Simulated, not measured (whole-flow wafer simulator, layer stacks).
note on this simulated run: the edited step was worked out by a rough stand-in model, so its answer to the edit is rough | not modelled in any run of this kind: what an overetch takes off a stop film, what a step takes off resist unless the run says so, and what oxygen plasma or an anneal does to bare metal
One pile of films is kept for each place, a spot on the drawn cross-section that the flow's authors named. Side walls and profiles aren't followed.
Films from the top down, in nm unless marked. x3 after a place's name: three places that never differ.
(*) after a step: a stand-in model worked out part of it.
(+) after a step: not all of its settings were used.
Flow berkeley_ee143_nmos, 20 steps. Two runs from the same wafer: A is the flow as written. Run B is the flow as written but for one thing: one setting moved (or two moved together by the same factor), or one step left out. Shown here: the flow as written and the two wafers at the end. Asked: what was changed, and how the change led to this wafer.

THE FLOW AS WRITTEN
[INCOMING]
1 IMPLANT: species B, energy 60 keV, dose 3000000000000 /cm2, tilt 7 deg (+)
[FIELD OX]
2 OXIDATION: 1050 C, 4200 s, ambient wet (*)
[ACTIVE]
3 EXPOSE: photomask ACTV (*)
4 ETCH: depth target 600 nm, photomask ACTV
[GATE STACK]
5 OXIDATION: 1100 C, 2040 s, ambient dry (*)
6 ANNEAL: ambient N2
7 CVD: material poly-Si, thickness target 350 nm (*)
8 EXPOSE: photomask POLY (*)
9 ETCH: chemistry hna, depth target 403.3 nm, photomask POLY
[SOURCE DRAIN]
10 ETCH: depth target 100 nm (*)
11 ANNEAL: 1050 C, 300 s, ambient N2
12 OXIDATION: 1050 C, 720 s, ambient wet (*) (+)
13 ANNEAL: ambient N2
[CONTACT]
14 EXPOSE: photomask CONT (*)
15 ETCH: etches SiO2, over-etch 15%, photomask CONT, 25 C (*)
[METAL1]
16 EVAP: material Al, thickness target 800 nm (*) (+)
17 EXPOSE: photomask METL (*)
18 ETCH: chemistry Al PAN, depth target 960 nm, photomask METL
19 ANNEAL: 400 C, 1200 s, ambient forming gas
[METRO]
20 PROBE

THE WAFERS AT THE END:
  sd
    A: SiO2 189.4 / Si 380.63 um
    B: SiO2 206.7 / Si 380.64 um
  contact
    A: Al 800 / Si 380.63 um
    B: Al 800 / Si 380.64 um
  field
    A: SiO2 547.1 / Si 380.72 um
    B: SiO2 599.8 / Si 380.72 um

The cause: step 10, ETCH: depth target 42 nm was run, where the flow has depth target 100 nm.

How the change led to this, step by step:
  10 ETCH: depth target 100 nm (*)
      sd, contact: A SiO2 -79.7 (all of it) | B SiO2 -42
      field: A SiO2 -100 | B SiO2 -42
  12 OXIDATION: 1050 C, 720 s, ambient wet (*) (+)
      sd, contact: A SiO2 +189.4 (new film), Si -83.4 | B SiO2 +169.1, Si -74.4
      field: A SiO2 +69.1, Si -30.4 | B SiO2 +63.8, Si -28.1
  15 ETCH: etches SiO2, over-etch 15%, photomask CONT, 25 C (*)
      contact: A SiO2 -189.4 (all of it) | B SiO2 -206.7 (all of it)
